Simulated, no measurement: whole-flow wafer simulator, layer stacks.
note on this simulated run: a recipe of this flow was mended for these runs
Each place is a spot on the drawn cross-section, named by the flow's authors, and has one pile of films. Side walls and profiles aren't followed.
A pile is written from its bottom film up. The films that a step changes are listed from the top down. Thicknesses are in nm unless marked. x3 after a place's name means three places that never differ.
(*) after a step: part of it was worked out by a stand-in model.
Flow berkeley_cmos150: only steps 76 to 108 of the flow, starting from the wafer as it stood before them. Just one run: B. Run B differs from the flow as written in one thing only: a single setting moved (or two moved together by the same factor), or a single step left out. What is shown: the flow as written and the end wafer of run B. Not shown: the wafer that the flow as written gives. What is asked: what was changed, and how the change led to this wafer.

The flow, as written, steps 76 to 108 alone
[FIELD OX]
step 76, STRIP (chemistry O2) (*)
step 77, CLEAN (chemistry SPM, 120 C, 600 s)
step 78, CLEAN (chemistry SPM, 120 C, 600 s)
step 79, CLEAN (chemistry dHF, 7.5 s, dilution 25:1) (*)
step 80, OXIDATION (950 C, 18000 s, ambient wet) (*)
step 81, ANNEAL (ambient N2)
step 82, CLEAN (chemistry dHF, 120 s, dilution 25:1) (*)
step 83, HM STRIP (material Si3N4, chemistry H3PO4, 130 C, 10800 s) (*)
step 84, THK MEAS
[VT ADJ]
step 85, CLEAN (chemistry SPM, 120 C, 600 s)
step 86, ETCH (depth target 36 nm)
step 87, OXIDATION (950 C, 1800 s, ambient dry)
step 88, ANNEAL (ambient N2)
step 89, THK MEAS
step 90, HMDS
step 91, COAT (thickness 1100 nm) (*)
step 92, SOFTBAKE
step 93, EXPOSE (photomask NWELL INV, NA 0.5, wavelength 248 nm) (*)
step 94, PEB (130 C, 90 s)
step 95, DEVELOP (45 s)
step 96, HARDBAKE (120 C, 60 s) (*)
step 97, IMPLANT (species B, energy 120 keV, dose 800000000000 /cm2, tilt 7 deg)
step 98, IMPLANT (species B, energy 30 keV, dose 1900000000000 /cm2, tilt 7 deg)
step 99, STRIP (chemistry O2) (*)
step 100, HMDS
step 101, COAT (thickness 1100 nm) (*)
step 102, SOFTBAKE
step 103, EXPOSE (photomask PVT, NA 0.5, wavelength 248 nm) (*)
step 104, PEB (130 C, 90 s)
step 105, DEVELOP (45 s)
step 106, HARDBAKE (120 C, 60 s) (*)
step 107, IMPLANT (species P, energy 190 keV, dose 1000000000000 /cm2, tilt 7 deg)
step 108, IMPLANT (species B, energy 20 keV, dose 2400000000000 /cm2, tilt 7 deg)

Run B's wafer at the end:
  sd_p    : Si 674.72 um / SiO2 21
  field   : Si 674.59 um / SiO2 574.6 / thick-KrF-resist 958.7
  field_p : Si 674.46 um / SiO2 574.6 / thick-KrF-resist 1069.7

The reason: step 86, ETCH: depth target 27 nm was run, whereas the flow has depth target 36 nm.

How this came from the change, step by step:
  step 86, ETCH (depth target 36 nm)
      gate_n, sd_p, gate_p, contact, m1: SiO2 loses 27 (it would be, as written: SiO2 loses 29.6 (all of it))
      field, field_p, sd_n: SiO2 loses 27 (it would be, as written: SiO2 loses 36)
  step 87, OXIDATION (950 C, 1800 s, ambient dry)
      gate_n, sd_p, gate_p, contact, m1: SiO2 gains 18.4, Si loses 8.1 (it would be, as written: SiO2 gains 20.4 (new film), Si loses 8.98)
      sd_n: SiO2 gains 9.35, Si loses 4.12 (it would be, as written: SiO2 gains 12.1, Si loses 5.32)
